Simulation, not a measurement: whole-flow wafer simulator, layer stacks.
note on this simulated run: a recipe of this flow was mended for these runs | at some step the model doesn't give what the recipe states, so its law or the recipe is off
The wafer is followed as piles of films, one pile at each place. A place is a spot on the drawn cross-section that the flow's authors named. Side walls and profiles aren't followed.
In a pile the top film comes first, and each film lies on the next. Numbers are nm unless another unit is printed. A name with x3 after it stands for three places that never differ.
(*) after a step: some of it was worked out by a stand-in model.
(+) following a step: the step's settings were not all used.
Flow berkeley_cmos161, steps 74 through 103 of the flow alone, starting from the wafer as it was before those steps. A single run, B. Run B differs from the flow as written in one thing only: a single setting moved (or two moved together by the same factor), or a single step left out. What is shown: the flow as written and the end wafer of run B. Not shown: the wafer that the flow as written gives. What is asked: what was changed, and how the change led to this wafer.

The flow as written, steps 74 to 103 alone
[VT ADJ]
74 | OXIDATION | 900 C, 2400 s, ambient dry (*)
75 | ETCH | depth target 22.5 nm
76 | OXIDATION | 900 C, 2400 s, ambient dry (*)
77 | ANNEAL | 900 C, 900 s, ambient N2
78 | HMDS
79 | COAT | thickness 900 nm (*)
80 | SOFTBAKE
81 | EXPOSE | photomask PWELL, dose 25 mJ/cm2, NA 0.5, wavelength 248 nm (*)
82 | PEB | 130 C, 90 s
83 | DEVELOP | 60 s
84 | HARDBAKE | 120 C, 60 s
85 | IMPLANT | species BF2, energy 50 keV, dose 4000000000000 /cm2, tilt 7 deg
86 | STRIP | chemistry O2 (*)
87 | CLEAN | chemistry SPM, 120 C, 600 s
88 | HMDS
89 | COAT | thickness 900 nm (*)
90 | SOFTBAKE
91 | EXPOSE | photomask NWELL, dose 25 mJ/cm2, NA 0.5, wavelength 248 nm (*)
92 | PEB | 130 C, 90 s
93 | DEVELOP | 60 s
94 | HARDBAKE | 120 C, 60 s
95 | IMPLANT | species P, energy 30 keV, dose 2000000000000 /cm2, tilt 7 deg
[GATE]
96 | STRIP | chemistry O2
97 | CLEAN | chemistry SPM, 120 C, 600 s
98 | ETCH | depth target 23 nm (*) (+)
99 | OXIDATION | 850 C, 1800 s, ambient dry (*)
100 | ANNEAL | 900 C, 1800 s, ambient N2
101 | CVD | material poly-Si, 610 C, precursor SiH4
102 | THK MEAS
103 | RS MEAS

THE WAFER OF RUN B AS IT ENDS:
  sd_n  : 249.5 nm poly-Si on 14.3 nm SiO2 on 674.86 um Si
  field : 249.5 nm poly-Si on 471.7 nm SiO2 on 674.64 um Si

The reason: step 98, ETCH: depth target 5 nm was run, while the flow as written has depth target 23 nm.

How this came from the change, step by step:
  98 | ETCH | depth target 23 nm (*) (+)
      sd_n, spacer_n, gate_n, sd_p, spacer_p, gate_p, contact, m1: SiO2 loses 5 (in the flow as written it would be: SiO2 loses 14.9 (all of it))
      field: SiO2 loses 5 (in the flow as written it would be: SiO2 loses 23)
  99 | OXIDATION | 850 C, 1800 s, ambient dry (*)
      sd_n, spacer_n, gate_n, sd_p, spacer_p, gate_p, contact, m1: SiO2 gains 4.38, Si loses 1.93 (in the flow as written it would be: SiO2 gains 7.48 (new film), Si loses 3.29)
